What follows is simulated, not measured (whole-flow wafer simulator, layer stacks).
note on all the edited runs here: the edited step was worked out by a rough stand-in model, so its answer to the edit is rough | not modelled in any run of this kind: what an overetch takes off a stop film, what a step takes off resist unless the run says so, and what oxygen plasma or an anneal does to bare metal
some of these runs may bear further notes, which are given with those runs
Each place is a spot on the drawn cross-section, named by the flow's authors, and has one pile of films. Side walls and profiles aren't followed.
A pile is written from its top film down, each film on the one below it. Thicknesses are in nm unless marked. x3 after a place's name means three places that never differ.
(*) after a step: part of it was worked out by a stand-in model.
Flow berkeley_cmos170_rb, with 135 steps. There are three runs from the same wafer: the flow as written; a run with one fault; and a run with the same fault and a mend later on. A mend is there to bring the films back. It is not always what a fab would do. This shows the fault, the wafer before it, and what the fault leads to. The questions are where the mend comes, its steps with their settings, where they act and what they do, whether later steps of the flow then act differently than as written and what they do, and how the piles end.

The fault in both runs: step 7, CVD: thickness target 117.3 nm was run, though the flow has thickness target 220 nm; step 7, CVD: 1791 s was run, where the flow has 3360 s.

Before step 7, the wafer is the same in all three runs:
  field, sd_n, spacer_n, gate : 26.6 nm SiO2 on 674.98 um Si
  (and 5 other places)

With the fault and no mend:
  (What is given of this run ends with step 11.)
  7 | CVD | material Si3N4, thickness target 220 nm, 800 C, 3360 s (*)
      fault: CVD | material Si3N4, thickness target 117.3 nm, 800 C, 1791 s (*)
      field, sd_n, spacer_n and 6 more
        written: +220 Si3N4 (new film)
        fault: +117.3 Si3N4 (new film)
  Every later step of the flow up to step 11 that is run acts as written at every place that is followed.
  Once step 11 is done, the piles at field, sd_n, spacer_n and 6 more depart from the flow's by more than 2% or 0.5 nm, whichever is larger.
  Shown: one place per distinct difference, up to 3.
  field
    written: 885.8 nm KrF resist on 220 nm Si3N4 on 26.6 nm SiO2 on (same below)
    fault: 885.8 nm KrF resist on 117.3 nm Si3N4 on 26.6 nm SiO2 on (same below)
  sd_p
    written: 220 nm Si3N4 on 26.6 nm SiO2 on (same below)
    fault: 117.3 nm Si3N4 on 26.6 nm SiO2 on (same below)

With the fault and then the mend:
  After step 7 comes the mend.
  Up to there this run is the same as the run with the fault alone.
  7a | ETCH | chemistry h3po4, depth target 135.1 nm
      field, sd_n, spacer_n and 6 more
        -117.3 Si3N4 (all of it)
  7b | CLEAN (*) (the flow's step 1, run once more)
      leaves every film unchanged at each place that is followed
  7c | CVD | material Si3N4, thickness target 220 nm, 800 C, 3360 s (*) (the flow's step 7, run once more)
      field, sd_n, spacer_n and 6 more
        +220 Si3N4 (new film)
  Every later step of the flow that is run acts as written at every place that is followed.
  The piles end the same as the flow's at every place that both follow.
